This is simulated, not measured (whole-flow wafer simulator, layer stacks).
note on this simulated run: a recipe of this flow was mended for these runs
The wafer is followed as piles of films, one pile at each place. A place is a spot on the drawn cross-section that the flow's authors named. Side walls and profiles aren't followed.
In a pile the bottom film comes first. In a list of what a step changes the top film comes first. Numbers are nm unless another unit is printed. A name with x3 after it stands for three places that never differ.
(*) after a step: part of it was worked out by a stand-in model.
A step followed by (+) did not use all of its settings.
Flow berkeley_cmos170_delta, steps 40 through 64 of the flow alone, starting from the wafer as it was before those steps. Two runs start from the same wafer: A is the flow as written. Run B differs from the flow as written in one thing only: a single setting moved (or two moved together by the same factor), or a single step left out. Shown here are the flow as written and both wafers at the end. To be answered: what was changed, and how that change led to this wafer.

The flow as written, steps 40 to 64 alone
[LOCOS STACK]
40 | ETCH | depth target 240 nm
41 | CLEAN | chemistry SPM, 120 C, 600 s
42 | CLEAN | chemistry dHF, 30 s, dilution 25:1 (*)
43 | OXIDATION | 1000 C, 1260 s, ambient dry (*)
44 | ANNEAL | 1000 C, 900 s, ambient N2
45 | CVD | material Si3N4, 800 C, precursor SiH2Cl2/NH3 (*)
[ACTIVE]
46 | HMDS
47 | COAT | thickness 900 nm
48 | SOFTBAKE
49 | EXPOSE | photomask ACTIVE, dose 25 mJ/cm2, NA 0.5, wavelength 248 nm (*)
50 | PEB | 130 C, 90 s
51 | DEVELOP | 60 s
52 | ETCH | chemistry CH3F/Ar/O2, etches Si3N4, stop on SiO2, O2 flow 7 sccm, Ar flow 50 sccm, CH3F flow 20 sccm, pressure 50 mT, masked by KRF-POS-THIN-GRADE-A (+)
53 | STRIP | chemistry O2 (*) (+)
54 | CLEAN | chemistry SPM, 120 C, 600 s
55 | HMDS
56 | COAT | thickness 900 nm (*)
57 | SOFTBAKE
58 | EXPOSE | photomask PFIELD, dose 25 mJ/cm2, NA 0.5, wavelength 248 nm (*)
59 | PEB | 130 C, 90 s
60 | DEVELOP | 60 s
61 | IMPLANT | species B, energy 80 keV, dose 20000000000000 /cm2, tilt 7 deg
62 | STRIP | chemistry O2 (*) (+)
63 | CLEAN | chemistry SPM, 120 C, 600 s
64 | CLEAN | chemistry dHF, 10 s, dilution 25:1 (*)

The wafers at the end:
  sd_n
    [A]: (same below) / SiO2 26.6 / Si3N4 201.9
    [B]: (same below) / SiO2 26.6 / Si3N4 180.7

What caused this: step 45, CVD: 792 C was run, while the flow as written has 800 C.

How this came from the change, step by step:
  45 | CVD | material Si3N4, 800 C, precursor SiH2Cl2/NH3 (*)
      field, sd_n, spacer_n and 6 more: A +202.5 Si3N4 (new film) | B +181.2 Si3N4 (new film)
  52 | ETCH | chemistry CH3F/Ar/O2, etches Si3N4, stop on SiO2, O2 flow 7 sccm, Ar flow 50 sccm, CH3F flow 20 sccm, pressure 50 mT, masked by KRF-POS-THIN-GRADE-A (+)
      sd_n, spacer_n, gate, sd_p, spacer_p, gate_p, contact, m1: A -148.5 KrF-resist | B -134.3 KrF-resist
      field: A -202.5 Si3N4 (all of it), -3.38 SiO2 | B -181.2 Si3N4 (all of it), -3.38 SiO2
